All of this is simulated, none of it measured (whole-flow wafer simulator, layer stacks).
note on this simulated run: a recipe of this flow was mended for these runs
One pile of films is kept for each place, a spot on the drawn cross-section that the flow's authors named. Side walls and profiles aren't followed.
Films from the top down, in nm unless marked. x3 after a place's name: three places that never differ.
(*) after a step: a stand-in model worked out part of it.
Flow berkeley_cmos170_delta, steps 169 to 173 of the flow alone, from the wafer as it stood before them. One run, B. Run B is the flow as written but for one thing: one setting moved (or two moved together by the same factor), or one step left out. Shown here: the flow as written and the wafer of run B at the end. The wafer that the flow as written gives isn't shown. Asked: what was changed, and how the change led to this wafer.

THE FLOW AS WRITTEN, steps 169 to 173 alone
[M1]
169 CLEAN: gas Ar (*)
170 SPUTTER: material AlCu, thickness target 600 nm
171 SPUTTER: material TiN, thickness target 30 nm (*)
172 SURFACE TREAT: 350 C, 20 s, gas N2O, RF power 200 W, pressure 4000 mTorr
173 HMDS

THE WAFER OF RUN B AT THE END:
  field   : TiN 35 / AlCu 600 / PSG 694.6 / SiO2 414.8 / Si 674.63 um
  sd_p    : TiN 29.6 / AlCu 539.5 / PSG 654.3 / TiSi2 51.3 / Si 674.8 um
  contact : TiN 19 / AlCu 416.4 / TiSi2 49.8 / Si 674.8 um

The cause: step 171, SPUTTER: thickness target 35 nm was run, where the flow has thickness target 30 nm.
It can be read off the wafer: field has TiN 35, and step 171 as written asks for 30 nm.

How the change led to this, step by step:
  171 SPUTTER: material TiN, thickness target 30 nm (*)
      field, sd_n, spacer_n, gate, spacer_p, gate_p, m1: TiN +35 (new film) (as written it would be: TiN +30 (new film))
      sd_p: TiN +29.6 (new film) (as written it would be: TiN +25.3 (new film))
      (and at 1 more place)
